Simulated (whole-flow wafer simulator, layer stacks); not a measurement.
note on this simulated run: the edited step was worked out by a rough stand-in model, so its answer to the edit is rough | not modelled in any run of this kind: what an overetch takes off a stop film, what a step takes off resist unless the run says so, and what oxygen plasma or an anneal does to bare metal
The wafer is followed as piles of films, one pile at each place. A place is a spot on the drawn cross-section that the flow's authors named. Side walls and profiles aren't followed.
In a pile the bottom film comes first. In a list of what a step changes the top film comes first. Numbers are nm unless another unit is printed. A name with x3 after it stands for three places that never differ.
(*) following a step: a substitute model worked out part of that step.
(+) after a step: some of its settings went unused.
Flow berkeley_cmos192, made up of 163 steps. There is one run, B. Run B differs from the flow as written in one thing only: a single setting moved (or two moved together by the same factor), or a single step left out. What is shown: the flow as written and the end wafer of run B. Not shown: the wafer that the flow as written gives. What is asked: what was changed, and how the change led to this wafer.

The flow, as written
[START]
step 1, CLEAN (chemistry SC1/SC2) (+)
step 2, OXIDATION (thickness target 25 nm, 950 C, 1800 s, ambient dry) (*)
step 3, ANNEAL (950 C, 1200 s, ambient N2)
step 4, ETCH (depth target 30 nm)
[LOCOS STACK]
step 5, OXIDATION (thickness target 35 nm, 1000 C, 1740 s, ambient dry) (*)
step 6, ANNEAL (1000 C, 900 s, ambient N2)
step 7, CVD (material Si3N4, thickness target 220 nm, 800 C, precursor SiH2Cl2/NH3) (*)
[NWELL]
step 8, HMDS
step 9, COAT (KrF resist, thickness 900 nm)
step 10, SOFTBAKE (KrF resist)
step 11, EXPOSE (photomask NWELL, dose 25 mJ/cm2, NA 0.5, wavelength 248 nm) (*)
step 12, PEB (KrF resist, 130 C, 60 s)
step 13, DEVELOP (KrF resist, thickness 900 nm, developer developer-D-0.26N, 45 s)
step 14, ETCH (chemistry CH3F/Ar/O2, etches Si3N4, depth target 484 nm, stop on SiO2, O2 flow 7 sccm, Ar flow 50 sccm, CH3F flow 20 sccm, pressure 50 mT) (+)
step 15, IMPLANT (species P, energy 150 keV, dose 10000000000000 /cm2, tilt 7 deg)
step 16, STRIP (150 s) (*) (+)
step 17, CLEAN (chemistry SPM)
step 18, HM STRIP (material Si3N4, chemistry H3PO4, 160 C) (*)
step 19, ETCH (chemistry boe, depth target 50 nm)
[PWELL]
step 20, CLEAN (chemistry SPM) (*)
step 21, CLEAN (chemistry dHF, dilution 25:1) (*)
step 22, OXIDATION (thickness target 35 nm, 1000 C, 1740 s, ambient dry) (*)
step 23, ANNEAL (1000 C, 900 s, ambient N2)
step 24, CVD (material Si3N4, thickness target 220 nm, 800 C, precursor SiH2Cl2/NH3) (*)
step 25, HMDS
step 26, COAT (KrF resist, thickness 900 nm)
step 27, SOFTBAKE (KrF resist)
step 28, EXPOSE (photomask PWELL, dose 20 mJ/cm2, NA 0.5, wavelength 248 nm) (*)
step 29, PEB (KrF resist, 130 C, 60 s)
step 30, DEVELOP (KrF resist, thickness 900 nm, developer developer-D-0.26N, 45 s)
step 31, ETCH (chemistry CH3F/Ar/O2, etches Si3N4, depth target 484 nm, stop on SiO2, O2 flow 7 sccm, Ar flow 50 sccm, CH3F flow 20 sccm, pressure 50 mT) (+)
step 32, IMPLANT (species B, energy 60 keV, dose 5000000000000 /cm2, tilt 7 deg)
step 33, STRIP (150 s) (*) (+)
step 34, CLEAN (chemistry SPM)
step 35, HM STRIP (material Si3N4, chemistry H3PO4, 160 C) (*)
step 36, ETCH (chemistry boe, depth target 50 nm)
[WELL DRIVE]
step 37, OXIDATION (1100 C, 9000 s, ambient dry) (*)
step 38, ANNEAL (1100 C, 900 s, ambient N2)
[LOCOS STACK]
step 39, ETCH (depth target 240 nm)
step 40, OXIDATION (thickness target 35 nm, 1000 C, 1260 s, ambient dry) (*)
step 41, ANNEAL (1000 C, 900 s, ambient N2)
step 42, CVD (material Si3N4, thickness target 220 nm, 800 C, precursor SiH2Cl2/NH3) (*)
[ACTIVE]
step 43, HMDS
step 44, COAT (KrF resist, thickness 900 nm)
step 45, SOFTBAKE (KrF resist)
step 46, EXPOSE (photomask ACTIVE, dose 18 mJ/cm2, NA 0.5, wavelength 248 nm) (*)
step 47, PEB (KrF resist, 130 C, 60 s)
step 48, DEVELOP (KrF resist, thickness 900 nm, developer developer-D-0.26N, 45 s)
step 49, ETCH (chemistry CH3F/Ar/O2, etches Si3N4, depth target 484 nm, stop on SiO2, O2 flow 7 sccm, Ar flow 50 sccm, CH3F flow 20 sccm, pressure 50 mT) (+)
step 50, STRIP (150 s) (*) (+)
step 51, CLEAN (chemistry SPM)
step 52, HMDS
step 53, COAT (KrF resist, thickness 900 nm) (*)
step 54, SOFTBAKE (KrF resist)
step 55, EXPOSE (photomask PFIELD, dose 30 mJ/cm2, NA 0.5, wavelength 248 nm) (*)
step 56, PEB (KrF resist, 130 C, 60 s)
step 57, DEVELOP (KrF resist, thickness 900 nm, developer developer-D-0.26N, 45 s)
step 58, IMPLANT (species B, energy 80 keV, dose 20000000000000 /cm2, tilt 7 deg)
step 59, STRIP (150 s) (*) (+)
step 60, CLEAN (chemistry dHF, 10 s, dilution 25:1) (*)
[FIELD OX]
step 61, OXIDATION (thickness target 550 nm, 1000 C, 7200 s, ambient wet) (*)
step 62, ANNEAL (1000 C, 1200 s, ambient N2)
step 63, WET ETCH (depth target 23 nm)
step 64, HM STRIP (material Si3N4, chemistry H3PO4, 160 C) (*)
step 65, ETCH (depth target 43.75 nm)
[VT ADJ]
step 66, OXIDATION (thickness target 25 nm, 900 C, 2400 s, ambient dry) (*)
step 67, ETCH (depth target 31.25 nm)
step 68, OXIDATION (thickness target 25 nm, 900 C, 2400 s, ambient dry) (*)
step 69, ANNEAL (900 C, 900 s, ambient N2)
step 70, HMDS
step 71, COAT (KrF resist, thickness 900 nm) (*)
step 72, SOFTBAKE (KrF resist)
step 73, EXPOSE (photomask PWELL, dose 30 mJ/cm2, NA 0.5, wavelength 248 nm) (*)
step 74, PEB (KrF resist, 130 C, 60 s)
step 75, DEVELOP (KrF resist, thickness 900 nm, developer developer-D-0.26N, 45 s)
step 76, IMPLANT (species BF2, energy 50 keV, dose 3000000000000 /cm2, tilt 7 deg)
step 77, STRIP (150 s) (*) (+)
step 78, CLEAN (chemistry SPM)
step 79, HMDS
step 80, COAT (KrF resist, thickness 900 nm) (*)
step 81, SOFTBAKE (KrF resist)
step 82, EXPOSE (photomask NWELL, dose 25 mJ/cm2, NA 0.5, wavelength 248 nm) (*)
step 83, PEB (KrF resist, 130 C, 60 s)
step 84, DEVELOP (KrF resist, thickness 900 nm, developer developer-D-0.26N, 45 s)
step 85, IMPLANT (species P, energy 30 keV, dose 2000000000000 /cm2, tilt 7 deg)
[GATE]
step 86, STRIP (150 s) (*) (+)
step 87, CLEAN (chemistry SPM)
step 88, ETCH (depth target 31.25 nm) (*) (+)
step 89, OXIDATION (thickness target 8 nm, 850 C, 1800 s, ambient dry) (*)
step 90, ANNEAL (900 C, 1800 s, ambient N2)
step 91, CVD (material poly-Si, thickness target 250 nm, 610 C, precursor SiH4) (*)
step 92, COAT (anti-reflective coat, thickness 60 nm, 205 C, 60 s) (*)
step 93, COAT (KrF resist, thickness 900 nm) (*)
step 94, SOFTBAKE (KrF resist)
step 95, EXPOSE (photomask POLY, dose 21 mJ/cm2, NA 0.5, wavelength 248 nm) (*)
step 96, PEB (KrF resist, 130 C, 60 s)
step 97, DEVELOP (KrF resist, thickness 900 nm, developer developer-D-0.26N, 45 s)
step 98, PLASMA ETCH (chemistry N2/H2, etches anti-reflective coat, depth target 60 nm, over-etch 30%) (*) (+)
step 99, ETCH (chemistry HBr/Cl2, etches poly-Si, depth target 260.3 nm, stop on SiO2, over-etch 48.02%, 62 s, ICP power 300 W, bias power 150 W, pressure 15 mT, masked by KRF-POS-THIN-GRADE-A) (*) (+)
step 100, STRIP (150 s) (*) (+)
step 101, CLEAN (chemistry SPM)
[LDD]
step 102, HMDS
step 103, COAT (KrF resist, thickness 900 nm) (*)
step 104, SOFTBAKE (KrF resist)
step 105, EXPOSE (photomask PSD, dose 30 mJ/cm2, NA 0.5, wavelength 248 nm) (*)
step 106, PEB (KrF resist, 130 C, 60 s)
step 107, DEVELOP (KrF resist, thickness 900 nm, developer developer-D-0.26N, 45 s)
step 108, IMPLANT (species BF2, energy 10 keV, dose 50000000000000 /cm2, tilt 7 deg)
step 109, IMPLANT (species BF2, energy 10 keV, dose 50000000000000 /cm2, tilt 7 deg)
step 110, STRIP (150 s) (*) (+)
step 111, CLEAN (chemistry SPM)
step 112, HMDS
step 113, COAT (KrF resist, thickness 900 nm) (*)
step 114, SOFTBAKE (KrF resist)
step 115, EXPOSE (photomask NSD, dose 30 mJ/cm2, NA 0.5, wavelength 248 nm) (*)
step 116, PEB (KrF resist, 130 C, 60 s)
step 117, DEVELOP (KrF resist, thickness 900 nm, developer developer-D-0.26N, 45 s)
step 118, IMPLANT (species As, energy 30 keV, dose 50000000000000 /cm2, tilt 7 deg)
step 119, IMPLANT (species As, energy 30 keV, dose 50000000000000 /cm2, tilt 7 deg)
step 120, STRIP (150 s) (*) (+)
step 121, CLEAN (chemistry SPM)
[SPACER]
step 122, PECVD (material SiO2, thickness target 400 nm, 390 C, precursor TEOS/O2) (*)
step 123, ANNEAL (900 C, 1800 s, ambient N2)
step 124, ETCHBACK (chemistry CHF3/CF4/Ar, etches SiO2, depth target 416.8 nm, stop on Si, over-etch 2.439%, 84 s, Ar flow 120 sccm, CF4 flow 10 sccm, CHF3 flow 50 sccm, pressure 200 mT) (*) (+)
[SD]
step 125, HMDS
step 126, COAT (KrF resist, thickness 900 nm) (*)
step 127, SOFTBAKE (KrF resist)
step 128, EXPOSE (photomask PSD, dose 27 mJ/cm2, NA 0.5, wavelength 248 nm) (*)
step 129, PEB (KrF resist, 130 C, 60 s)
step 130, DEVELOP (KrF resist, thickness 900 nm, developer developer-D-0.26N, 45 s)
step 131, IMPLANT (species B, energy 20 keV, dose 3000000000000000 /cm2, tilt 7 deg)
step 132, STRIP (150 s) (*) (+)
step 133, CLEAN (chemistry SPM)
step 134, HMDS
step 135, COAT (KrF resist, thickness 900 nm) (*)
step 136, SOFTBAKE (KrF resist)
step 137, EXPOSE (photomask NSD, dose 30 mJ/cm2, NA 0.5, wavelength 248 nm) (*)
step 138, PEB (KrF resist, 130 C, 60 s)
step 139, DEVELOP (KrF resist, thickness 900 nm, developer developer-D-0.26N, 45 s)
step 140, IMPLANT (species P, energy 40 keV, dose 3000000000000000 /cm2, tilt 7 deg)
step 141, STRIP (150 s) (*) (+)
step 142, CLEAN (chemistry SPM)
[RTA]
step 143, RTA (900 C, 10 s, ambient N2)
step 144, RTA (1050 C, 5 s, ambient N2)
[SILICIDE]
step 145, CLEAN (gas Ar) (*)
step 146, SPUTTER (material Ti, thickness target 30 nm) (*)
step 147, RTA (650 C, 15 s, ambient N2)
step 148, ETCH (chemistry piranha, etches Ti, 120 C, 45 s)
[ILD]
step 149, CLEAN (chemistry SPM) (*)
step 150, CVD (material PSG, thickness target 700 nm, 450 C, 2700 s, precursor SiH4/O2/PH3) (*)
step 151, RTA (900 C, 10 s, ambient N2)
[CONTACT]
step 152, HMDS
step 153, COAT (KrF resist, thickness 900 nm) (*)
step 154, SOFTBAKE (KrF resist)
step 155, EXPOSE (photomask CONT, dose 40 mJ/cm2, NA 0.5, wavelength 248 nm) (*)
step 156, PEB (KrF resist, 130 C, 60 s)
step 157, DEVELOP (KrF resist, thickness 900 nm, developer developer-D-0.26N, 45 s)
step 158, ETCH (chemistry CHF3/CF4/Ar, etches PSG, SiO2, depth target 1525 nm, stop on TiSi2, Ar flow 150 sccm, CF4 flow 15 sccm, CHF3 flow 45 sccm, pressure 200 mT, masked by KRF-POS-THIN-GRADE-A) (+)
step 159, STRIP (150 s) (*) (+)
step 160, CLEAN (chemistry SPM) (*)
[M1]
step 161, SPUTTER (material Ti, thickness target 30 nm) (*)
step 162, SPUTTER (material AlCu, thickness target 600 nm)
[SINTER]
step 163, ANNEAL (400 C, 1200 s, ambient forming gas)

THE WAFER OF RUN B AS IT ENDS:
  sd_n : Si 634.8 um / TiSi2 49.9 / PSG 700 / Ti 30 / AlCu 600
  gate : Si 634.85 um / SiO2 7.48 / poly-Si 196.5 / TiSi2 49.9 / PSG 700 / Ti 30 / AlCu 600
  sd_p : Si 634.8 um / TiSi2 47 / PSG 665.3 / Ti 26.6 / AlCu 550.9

Cause: step 146, SPUTTER: thickness target 27 nm was run, while the flow as written has thickness target 30 nm.

Step by step, how the change led to this:
  step 146, SPUTTER (material Ti, thickness target 30 nm) (*)
      field, sd_n, spacer_n, gate, spacer_p, gate_p, contact, m1: +27 Ti (new film) (in the flow as written it would be: +30 Ti (new film))
      sd_p: +25.2 Ti (new film) (in the flow as written it would be: +28 Ti (new film))
  step 147, RTA (650 C, 15 s, ambient N2)
      sd_p: -19.7 Ti, +50 TiSi2 C49 (new film), -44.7 Si (in the flow as written it would be: -21.9 Ti, +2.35 TiSi first (new film), +52.1 TiSi2 C49 (new film), -48.1 Si)
      sd_n, contact, m1: -21.1 Ti, +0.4 TiSi first (new film), +53 TiSi2 C49 (new film), -47.5 Si (in the flow as written it would be: -23.4 Ti, +6.2 TiSi first (new film), +50.3 TiSi2 C49 (new film), -49 Si)
      (as well as at 2 more places)
  step 148, ETCH (chemistry piranha, etches Ti, 120 C, 45 s)
      sd_n, gate, gate_p, contact, m1: -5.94 Ti (all of it), -0.4 TiSi first (all of it) (in the flow as written it would be: -6.6 Ti (all of it), -0.1 TiSi first)
      sd_p: -5.55 Ti (all of it), -0.1 TiSi2 C49 (in the flow as written it would be: -6.17 Ti (all of it), -0.1 TiSi first)
      (as well as at 3 more places)
  step 151, RTA (900 C, 10 s, ambient N2)
      sd_n, contact, m1: under 1 film: +49.9 TiSi2 (new film), -53 TiSi2 C49 (all of it) (in the flow as written it would be: under 1 film: +55.9 TiSi2 (new film), -6.09 TiSi first (all of it), -50.3 TiSi2 C49 (all of it), -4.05 Si)
      gate, gate_p: under 1 film: +49.9 TiSi2 (new film), -53 TiSi2 C49 (all of it) (in the flow as written it would be: under 1 film: +55.9 TiSi2 (new film), -6.09 TiSi first (all of it), -50.3 TiSi2 C49 (all of it), -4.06 poly-Si)
      (as well as at 1 more place)
